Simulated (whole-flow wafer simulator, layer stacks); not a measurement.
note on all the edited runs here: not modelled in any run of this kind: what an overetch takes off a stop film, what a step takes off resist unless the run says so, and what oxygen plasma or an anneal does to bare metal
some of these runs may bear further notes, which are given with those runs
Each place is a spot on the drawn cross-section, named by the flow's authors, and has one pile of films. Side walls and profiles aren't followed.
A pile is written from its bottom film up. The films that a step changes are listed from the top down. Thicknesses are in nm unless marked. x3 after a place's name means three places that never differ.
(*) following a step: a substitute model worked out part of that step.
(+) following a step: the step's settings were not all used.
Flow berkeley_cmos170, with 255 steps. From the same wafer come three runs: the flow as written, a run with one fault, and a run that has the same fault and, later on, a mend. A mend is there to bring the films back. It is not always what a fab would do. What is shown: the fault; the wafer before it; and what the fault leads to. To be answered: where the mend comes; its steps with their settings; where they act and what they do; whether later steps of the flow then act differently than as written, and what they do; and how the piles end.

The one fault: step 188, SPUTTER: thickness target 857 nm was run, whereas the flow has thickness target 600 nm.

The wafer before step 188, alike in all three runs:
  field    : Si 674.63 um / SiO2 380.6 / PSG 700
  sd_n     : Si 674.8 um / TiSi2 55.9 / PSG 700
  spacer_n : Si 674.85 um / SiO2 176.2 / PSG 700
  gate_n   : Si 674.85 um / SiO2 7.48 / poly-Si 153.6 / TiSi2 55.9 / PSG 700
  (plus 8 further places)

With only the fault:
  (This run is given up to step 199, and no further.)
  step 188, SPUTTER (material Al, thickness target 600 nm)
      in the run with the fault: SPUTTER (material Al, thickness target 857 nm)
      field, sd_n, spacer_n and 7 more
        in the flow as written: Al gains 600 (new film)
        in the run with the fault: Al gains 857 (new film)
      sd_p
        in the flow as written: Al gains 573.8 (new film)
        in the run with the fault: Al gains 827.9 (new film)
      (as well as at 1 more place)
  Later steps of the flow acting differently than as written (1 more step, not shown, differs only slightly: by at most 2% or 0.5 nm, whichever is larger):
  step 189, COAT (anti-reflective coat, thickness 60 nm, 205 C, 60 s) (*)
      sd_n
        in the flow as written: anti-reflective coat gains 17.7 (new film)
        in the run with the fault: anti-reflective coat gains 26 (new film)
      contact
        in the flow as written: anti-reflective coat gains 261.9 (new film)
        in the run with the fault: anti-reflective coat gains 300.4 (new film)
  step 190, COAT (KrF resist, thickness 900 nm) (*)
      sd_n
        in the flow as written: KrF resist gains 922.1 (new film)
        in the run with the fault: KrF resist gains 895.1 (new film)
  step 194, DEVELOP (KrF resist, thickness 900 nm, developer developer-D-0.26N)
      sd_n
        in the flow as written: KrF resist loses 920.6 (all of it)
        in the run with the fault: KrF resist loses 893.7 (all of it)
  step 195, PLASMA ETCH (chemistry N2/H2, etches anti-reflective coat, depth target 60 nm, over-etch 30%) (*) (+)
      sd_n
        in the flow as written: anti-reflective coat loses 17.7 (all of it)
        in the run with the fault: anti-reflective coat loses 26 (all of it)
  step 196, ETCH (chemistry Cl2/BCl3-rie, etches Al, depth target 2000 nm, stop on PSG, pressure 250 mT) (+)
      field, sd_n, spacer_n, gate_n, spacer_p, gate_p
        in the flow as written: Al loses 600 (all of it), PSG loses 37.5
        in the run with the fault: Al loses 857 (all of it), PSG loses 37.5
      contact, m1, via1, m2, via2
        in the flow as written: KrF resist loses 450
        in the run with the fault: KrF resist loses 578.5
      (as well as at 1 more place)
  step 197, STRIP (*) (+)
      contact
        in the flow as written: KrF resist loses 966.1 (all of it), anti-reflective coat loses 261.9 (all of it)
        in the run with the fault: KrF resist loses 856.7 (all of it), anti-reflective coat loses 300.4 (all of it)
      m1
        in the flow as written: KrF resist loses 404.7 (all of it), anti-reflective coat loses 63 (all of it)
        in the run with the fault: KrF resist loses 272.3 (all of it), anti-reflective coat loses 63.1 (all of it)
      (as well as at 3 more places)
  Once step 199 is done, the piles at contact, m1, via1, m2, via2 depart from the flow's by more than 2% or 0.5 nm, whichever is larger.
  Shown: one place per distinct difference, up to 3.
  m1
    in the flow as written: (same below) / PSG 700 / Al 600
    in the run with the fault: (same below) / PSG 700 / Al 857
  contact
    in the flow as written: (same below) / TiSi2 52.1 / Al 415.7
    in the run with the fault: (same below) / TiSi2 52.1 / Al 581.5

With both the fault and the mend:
  The mend stands after step 188.
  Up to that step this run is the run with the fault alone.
  step 188a, ETCH (chemistry al pan, depth target 985.5 nm)
      field, sd_n, spacer_n and 7 more
        Al loses 857 (all of it)
      sd_p
        Al loses 827.9 (all of it)
      contact
        Al loses 581.5 (all of it)
  step 188b, SPUTTER (material Al, thickness target 600 nm) (a further turn of the flow's step 188)
      field, sd_n, spacer_n and 7 more
        Al gains 600 (new film)
      sd_p
        Al gains 573.8 (new film)
      contact
        Al gains 415.7 (new film)
  None of the later steps of the flow acts differently than as written at any place that is followed.
  At every place that both follow, the piles at the end match the flow's.
